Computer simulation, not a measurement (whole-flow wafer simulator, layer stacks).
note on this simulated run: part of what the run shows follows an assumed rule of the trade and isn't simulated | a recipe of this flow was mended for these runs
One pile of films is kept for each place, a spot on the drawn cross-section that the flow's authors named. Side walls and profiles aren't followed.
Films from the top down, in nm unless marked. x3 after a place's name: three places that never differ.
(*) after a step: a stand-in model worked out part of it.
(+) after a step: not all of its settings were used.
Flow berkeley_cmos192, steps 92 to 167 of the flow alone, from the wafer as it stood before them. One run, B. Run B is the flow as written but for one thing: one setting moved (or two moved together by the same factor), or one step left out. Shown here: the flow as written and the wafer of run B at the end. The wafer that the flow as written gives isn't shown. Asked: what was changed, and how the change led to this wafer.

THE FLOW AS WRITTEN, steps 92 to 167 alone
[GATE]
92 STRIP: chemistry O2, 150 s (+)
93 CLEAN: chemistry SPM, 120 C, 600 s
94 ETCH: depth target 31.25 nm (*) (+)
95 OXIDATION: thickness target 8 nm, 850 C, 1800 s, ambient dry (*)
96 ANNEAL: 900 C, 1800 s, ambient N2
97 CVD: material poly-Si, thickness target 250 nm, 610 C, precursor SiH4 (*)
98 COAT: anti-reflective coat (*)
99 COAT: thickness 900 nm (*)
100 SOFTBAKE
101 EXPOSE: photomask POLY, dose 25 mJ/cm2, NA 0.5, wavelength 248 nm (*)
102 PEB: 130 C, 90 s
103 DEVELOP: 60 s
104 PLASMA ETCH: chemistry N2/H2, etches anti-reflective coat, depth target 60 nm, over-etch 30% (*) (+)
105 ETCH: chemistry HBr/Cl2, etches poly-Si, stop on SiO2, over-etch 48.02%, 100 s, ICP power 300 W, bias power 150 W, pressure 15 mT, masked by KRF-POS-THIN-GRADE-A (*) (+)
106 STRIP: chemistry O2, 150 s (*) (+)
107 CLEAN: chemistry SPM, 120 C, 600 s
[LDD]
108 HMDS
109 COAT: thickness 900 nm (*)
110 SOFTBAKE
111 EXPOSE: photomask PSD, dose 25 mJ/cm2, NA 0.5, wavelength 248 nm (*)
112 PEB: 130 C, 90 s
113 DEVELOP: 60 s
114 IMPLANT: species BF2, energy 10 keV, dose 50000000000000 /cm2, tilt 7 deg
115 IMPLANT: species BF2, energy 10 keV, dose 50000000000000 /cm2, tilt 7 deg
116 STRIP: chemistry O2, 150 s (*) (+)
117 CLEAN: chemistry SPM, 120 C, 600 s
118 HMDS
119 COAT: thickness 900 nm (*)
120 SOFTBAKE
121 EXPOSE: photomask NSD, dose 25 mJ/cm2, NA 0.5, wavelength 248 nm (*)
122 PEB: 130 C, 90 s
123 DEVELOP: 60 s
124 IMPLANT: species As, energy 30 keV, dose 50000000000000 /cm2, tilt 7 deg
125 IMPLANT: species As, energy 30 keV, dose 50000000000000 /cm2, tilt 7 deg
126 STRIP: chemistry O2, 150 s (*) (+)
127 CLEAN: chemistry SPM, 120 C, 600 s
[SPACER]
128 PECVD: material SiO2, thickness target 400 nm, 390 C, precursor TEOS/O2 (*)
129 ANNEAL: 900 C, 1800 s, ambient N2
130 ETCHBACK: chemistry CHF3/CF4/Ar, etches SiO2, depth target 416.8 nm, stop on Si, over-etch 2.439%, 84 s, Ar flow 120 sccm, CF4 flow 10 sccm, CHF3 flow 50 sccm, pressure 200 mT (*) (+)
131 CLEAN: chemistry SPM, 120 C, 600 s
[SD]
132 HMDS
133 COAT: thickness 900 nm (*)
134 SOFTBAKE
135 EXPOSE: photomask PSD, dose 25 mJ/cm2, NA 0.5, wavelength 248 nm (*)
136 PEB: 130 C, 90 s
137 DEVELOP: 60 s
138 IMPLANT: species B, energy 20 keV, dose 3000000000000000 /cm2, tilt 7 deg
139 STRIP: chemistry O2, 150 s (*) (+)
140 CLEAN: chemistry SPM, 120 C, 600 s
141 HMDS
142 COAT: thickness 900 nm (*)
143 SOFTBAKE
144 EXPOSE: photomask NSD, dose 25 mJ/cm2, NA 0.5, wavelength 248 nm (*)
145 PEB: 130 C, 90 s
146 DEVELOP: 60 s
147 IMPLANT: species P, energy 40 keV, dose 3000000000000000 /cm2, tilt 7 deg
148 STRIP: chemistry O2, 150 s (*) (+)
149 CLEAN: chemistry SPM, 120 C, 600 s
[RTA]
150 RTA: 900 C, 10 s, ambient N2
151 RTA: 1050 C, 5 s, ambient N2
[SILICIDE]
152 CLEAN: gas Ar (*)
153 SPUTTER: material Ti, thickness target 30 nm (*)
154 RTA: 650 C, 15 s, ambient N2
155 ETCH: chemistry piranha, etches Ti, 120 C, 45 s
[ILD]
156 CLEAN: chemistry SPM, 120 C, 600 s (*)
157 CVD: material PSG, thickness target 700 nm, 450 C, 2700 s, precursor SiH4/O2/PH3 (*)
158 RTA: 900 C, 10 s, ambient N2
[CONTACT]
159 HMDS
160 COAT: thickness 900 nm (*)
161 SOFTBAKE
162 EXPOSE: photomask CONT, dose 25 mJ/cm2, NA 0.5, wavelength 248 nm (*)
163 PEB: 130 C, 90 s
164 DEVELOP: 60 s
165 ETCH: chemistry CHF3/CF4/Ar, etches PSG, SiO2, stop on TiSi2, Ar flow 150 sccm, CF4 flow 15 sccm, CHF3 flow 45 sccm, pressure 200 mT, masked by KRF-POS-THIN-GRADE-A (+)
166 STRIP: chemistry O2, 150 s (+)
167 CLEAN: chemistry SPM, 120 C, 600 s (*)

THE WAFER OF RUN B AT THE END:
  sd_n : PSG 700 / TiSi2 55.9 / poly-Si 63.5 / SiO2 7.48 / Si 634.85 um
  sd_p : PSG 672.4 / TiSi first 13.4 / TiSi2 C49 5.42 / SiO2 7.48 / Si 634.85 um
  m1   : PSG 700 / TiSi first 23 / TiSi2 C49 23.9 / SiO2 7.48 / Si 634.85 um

The cause: step 104, PLASMA ETCH: chemistry N2/H2, etches anti-reflective coat, depth target 60 nm, over-etch 30% (*) (+), was left out.

How the change led to this, step by step:
  105 ETCH: chemistry HBr/Cl2, etches poly-Si, stop on SiO2, over-etch 48.02%, 100 s, ICP power 300 W, bias power 150 W, pressure 15 mT, masked by KRF-POS-THIN-GRADE-A (*) (+)
      field: anti-reflective coat -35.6 (all of it), poly-Si -250 (all of it), SiO2 -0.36 (as written it would be: poly-Si -246.1 (all of it), SiO2 -1.71)
      sd_n: anti-reflective coat -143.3 (all of it), poly-Si -127.4 (as written it would be: poly-Si -248.9 (all of it), SiO2 -1.5)
      (and at 5 more places)
  106 STRIP: chemistry O2, 150 s (*) (+)
      sd_n, sd_p, m1: chemical SiO2 +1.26 (new film), poly-Si -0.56 (as written it would be: nothing)
      gate: chemical SiO2 +1.14 (new film), KrF-resist -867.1 (all of it), anti-reflective coat -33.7 (all of it), poly-Si -0.5 (as written it would be: chemical SiO2 +1.16 (new film), KrF-resist -709.2 (all of it), anti-reflective coat -33.7 (all of it), poly-Si -0.51)
      (and at 1 more place)
  109 COAT: thickness 900 nm (*)
      field: KrF-resist +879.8 (new film) (as written it would be: KrF-resist +853.7 (new film))
      sd_n: KrF-resist +893.4 (new film) (as written it would be: KrF-resist +996.9 (new film))
      (and at 3 more places)
  116 STRIP: chemistry O2, 150 s (*) (+)
      sd_n: KrF-resist -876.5 (all of it), chemical SiO2 +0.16, poly-Si -0.07 (as written it would be: KrF-resist -979.7 (all of it))
      m1: KrF-resist -949.9 (all of it), chemical SiO2 +0.16 (as written it would be: KrF-resist -979.2 (all of it))
      (and at 3 more places)
  119 COAT: thickness 900 nm (*)
      field: KrF-resist +879.8 (new film) (as written it would be: KrF-resist +853.8 (new film))
      sd_n: KrF-resist +893.4 (new film) (as written it would be: KrF-resist +996.9 (new film))
      (and at 3 more places)
  123 DEVELOP: 60 s
      sd_n: KrF-resist -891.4 (all of it) (as written it would be: KrF-resist -994.7 (all of it))
      spacer_n: KrF-resist -1039.4 (all of it) (as written it would be: KrF-resist -991.8 (all of it))
      (and at 2 more places)
  126 STRIP: chemistry O2, 150 s (*) (+)
      field: KrF-resist -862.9 (all of it) (as written it would be: KrF-resist -837 (all of it))
  128 PECVD: material SiO2, thickness target 400 nm, 390 C, precursor TEOS/O2 (*)
      sd_n, m1: SiO2 +400 (new film) (as written it would be: SiO2 +400)
      sd_p: SiO2 +388.1 (new film) (as written it would be: SiO2 +386.5)
      (and at 1 more place)
  130 ETCHBACK: chemistry CHF3/CF4/Ar, etches SiO2, depth target 416.8 nm, stop on Si, over-etch 2.439%, 84 s, Ar flow 120 sccm, CF4 flow 10 sccm, CHF3 flow 50 sccm, pressure 200 mT (*) (+)
      sd_n: SiO2 -400 (all of it), chemical SiO2 -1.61 (all of it), poly-Si -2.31 (as written it would be: SiO2 -406 (all of it), Si -2.31)
      sd_p: SiO2 -388.1 (all of it), chemical SiO2 -1.61 (all of it), poly-Si -3.39 (as written it would be: SiO2 -392.4 (all of it), Si -2.31)
      (and at 3 more places)
  133 COAT: thickness 900 nm (*)
      field: KrF-resist +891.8 (new film) (as written it would be: KrF-resist +867.3 (new film))
      sd_n: KrF-resist +884.9 (new film) (as written it would be: KrF-resist +993.2 (new film))
      (and at 3 more places)
  139 STRIP: chemistry O2, 150 s (*) (+)
      sd_n: KrF-resist -868 (all of it), chemical SiO2 +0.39, poly-Si -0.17 (as written it would be: KrF-resist -976 (all of it), chemical SiO2 +0.39, Si -0.17)
      m1: KrF-resist -937.9 (all of it), chemical SiO2 +0.39, poly-Si -0.17 (as written it would be: KrF-resist -971.2 (all of it), chemical SiO2 +0.39, Si -0.17)
      (and at 3 more places)
  142 COAT: thickness 900 nm (*)
      field: KrF-resist +891.8 (new film) (as written it would be: KrF-resist +867.4 (new film))
      sd_n: KrF-resist +884.8 (new film) (as written it would be: KrF-resist +993.1 (new film))
      (and at 3 more places)
  146 DEVELOP: 60 s
      sd_n: KrF-resist -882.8 (all of it) (as written it would be: KrF-resist -990.8 (all of it))
      spacer_n: KrF-resist -828.8 (all of it) (as written it would be: KrF-resist -783.7 (all of it))
      (and at 2 more places)
  148 STRIP: chemistry O2, 150 s (*) (+)
      field: KrF-resist -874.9 (all of it) (as written it would be: KrF-resist -850.5 (all of it))
  152 CLEAN: gas Ar (*)
      sd_n, sd_p, m1: chemical SiO2 -1.46 (all of it), poly-Si -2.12 (as written it would be: chemical SiO2 -1.46 (all of it))
  154 RTA: 650 C, 15 s, ambient N2
      sd_n: Ti -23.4, TiSi first +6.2 (new film), TiSi2 C49 +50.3 (new film), poly-Si -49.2 (as written it would be: Ti -23.4, TiSi first +6.2 (new film), TiSi2 C49 +50.3 (new film), Si -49)
      sd_p: Ti -10, TiSi first +13.5 (new film), TiSi2 C49 +5.42 (new film), poly-Si -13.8 (all of it) (as written it would be: Ti -22, TiSi first +2.72 (new film), TiSi2 C49 +51.9 (new film), Si -48.2)
      (and at 2 more places)
  ... 4 more steps ...
  166 STRIP: chemistry O2, 150 s (+)
      field: KrF-resist -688 (all of it) (as written it would be: KrF-resist -672.6 (all of it))
      sd_n: KrF-resist -675.6 (all of it) (as written it would be: KrF-resist -784.4 (all of it))
      (and at 4 more places)
